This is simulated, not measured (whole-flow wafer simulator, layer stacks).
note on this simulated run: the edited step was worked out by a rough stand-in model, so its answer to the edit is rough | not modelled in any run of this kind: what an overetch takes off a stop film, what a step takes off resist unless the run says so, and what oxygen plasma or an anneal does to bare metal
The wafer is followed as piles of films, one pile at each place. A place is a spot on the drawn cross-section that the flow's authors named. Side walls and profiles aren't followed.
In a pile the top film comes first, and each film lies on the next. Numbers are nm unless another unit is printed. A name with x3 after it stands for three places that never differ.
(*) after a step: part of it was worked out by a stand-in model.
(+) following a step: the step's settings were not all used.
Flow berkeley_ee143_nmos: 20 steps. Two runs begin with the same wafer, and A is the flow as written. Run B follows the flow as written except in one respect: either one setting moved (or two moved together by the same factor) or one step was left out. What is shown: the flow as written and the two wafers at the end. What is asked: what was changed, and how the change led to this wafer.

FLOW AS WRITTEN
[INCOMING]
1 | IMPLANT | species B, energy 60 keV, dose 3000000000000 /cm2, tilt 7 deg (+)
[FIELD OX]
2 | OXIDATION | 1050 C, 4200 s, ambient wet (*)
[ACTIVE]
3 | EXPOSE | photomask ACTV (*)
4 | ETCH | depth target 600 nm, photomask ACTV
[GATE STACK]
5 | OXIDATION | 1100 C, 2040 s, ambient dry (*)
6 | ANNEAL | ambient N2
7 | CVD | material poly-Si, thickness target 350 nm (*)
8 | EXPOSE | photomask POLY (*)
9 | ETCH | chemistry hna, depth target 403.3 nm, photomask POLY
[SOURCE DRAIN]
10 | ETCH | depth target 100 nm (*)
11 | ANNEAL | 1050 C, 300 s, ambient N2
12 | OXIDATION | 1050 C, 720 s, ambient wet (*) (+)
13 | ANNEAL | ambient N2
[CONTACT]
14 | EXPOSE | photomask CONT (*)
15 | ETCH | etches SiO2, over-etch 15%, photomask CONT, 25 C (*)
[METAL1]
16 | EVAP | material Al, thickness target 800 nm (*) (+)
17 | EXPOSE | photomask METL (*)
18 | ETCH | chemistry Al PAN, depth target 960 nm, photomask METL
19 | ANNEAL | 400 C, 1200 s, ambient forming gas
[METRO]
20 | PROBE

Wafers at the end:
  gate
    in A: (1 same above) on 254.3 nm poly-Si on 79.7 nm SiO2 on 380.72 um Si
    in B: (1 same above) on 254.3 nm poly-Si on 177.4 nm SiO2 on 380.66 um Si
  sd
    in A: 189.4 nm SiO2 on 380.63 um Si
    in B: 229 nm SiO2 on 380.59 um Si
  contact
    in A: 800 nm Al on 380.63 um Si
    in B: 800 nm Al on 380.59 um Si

What caused this: step 2, OXIDATION: 6720 s was run, whereas the flow has 4200 s.

The path from the change to this, step by step:
  2 | OXIDATION | 1050 C, 4200 s, ambient wet (*)
      gate, sd, contact, field: A +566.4 SiO2 (new film), -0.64 chemical SiO2 (all of it), -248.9 Si | B +746 SiO2 (new film), -0.64 chemical SiO2 (all of it), -328 Si
  4 | ETCH | depth target 600 nm, photomask ACTV
      gate, sd, contact: A -566.4 SiO2 (all of it) | B -600 SiO2
  5 | OXIDATION | 1100 C, 2040 s, ambient dry (*)
      gate, sd, contact: A +79.7 SiO2 (new film), -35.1 Si | B +31.4 SiO2, -13.8 Si
      field: A +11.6 SiO2, -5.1 Si | B +9.11 SiO2, -4.01 Si
  10 | ETCH | depth target 100 nm (*)
      sd, contact: A -79.7 SiO2 (all of it) | B -100 SiO2
  12 | OXIDATION | 1050 C, 720 s, ambient wet (*) (+)
      sd, contact: A +189.4 SiO2 (new film), -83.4 Si | B +151.7 SiO2, -66.7 Si
      field: A +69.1 SiO2, -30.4 Si | B +55 SiO2, -24.2 Si
  15 | ETCH | etches SiO2, over-etch 15%, photomask CONT, 25 C (*)
      contact: A -189.4 SiO2 (all of it) | B -229 SiO2 (all of it)
